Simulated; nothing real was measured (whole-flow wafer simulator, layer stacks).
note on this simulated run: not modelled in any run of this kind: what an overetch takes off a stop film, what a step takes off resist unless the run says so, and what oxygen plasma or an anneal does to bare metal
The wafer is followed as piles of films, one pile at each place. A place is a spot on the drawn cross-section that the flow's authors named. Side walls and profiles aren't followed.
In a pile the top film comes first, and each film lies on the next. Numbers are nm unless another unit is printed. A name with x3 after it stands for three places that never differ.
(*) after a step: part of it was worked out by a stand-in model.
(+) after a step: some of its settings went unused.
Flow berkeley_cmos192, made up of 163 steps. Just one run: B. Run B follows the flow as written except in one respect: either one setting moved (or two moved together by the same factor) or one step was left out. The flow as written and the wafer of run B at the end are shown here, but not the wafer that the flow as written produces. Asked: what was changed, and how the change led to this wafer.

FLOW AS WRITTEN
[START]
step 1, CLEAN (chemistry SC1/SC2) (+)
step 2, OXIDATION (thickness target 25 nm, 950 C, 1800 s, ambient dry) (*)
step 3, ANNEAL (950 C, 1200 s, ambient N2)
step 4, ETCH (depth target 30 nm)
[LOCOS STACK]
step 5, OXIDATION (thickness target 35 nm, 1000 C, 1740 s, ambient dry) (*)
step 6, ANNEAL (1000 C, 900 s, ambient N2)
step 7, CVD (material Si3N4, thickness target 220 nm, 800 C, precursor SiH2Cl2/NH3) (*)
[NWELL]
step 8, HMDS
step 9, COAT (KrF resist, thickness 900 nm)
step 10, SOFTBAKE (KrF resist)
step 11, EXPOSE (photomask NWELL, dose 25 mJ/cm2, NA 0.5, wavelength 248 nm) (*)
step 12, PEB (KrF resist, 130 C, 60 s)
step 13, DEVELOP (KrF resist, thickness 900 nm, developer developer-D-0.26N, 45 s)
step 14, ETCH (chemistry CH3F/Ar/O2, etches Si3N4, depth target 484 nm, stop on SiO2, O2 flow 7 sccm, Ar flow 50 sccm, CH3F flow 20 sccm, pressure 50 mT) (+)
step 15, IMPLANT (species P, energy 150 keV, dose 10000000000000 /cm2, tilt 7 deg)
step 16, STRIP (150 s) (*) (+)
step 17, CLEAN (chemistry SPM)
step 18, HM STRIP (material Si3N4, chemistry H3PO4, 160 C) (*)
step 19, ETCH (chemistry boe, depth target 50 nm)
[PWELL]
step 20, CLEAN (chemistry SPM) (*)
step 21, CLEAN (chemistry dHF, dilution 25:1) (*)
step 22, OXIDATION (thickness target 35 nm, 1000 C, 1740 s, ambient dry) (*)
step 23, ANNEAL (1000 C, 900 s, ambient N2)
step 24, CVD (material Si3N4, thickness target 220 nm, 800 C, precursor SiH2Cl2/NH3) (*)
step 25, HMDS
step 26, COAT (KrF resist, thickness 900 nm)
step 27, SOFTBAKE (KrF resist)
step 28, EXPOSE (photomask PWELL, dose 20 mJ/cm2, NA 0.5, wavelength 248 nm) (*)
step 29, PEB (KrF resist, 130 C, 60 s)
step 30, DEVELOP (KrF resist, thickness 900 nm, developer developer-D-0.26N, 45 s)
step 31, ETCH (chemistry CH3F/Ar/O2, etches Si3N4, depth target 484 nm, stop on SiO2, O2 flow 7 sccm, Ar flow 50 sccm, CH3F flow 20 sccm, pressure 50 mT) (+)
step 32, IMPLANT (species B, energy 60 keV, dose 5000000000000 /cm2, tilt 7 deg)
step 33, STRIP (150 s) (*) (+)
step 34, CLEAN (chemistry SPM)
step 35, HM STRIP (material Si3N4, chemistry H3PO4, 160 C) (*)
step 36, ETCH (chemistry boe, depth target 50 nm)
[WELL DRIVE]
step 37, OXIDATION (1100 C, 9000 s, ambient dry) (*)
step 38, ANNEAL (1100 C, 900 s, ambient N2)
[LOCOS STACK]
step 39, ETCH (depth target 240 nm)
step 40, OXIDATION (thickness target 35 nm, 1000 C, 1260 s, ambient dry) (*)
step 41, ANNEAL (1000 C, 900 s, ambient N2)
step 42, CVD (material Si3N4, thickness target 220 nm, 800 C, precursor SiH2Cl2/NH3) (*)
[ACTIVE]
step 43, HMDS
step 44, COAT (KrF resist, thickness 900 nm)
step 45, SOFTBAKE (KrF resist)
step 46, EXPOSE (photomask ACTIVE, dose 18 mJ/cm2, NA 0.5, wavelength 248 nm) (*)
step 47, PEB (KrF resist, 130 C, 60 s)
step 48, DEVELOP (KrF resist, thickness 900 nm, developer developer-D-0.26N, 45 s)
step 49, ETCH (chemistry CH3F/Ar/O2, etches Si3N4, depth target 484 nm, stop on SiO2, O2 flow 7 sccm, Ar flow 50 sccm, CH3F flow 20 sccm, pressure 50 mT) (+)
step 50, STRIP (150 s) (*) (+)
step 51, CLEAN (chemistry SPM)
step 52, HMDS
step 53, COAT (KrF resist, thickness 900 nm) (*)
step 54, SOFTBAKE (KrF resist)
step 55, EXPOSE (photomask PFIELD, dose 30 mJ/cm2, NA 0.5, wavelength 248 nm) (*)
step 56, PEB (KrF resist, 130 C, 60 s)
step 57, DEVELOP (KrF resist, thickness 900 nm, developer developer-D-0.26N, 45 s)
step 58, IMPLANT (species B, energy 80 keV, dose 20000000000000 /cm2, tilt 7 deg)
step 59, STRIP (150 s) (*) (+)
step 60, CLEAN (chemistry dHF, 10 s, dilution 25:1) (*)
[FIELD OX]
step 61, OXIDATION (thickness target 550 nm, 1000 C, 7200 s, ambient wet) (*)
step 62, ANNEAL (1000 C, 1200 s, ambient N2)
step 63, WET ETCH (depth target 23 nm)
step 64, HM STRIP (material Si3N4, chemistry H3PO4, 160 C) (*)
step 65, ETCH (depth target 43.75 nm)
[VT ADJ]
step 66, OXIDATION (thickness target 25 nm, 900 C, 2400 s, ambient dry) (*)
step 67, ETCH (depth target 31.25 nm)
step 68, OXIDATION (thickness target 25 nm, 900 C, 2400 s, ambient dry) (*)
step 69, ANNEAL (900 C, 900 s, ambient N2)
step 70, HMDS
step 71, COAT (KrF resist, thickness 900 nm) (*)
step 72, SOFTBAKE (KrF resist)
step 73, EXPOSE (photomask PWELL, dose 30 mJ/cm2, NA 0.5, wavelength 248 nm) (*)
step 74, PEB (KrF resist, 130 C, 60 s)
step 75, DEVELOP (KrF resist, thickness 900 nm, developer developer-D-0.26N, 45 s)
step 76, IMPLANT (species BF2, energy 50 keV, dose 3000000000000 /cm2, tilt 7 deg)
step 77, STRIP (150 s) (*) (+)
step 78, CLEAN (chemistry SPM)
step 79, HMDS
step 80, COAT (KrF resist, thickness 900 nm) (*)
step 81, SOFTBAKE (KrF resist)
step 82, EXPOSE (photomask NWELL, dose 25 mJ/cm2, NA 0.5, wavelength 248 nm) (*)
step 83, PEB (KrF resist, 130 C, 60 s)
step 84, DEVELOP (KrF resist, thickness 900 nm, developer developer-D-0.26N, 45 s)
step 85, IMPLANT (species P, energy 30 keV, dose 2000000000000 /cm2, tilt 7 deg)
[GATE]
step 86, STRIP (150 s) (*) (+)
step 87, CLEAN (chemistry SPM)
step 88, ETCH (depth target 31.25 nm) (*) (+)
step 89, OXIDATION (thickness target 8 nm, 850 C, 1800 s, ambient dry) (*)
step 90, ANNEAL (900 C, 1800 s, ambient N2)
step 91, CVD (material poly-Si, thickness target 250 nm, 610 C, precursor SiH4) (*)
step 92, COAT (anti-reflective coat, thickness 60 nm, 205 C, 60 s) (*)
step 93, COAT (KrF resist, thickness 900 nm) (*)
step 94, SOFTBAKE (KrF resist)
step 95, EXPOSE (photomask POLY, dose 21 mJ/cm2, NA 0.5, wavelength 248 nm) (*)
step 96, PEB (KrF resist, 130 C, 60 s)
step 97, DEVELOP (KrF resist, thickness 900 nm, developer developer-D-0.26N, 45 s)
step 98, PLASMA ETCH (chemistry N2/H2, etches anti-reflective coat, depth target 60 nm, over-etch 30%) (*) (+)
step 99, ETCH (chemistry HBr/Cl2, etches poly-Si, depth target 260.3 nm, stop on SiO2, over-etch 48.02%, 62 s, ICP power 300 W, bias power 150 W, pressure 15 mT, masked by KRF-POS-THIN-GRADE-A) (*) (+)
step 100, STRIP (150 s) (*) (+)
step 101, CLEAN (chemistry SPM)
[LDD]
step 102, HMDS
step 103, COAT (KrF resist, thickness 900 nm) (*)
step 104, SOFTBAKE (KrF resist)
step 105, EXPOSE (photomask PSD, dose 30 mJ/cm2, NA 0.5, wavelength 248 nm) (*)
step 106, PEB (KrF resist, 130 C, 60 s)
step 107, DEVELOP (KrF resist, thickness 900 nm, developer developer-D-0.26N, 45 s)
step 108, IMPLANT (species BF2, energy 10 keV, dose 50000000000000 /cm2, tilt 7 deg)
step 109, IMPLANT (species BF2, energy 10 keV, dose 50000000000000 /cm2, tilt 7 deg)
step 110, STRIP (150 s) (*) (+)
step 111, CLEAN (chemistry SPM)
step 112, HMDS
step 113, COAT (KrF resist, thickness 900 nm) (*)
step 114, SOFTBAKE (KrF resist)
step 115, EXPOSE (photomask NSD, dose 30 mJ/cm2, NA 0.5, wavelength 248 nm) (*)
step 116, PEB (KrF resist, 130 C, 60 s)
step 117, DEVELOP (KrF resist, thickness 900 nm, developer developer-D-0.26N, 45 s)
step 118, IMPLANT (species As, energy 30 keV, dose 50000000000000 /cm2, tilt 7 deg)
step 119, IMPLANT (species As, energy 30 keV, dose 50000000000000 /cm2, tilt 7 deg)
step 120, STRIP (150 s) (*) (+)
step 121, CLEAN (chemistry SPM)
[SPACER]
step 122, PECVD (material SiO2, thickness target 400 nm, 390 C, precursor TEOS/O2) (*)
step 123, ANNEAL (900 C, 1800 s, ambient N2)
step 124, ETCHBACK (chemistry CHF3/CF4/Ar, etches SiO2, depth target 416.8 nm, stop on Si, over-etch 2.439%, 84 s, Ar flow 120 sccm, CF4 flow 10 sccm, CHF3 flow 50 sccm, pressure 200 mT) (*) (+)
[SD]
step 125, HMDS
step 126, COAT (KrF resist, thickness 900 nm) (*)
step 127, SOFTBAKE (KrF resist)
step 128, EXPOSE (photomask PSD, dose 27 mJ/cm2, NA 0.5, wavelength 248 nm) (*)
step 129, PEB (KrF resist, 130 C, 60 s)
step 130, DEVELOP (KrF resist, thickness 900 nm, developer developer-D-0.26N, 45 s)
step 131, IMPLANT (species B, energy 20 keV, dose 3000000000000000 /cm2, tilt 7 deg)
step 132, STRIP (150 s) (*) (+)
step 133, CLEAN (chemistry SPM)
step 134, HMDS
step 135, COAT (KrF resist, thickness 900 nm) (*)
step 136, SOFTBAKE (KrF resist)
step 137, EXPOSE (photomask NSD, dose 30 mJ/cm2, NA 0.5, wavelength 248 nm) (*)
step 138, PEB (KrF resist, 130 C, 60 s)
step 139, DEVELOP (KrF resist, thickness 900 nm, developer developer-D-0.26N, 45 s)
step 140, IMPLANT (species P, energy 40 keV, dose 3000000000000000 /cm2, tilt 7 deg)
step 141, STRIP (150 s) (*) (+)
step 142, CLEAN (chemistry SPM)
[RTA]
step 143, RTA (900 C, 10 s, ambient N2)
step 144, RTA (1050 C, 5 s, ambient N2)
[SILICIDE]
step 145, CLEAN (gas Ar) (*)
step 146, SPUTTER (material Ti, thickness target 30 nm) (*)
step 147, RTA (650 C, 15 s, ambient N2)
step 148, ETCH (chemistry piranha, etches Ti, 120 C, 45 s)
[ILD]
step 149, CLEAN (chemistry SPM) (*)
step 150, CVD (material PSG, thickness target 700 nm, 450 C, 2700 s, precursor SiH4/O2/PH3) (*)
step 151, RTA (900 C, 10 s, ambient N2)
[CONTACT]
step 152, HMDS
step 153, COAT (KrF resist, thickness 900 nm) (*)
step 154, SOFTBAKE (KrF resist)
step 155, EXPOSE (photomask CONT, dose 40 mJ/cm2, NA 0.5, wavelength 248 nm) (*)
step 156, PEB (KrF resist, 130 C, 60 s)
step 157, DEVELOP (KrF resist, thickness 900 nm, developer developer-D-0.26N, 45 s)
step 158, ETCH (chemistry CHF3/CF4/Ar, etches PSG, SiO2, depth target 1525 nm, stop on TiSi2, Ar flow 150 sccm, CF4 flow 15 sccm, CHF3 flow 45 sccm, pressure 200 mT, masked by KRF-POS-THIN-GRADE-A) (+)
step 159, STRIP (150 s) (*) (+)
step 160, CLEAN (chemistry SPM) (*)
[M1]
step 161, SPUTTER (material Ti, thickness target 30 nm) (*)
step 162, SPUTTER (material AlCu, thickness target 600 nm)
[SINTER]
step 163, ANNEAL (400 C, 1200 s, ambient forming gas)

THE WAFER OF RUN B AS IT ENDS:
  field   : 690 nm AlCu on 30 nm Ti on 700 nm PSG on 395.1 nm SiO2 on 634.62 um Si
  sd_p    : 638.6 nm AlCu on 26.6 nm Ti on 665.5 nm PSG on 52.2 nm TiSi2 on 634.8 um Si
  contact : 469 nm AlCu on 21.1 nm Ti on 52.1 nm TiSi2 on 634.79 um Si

Cause: step 162, SPUTTER: thickness target 690 nm was run, whereas the flow has thickness target 600 nm.
The wafer lets one read it off: field has AlCu 690, and step 162 as written asks for 600 nm.

How this came from the change, step by step:
  step 162, SPUTTER (material AlCu, thickness target 600 nm)
      field, sd_n, spacer_n, gate, spacer_p, gate_p, m1: AlCu gains 690 (new film) (it would be, as written: AlCu gains 600 (new film))
      sd_p: AlCu gains 638.6 (new film) (it would be, as written: AlCu gains 551.2 (new film))
      (as well as at 1 more place)
